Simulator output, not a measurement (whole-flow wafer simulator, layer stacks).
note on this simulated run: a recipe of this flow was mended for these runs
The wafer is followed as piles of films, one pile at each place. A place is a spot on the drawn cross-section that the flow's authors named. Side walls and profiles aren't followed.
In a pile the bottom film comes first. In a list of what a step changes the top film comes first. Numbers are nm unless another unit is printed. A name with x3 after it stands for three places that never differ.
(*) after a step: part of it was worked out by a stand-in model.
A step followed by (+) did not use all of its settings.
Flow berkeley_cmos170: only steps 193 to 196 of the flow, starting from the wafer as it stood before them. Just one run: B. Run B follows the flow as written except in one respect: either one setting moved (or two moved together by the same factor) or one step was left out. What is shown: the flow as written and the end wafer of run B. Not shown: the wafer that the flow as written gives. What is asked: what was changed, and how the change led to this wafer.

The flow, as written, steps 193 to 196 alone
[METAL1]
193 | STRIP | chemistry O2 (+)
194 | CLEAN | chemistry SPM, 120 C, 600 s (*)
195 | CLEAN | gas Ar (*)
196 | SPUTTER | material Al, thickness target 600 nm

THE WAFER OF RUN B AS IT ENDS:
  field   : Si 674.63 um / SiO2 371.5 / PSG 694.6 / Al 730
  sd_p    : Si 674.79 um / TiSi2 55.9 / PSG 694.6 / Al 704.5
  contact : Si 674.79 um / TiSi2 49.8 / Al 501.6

What caused this: step 196, SPUTTER: thickness target 730 nm was run, whereas the flow has thickness target 600 nm.
The wafer itself shows it: field has Al 730, and step 196 as written asks for 600 nm.

The path from the change to this, step by step:
  196 | SPUTTER | material Al, thickness target 600 nm
      field, mark, sd_n and 8 more: Al gains 730 (new film) (as written it would have been: Al gains 600 (new film))
      sd_p: Al gains 704.5 (new film) (as written it would have been: Al gains 575.5 (new film))
      (as well as at 1 more place)
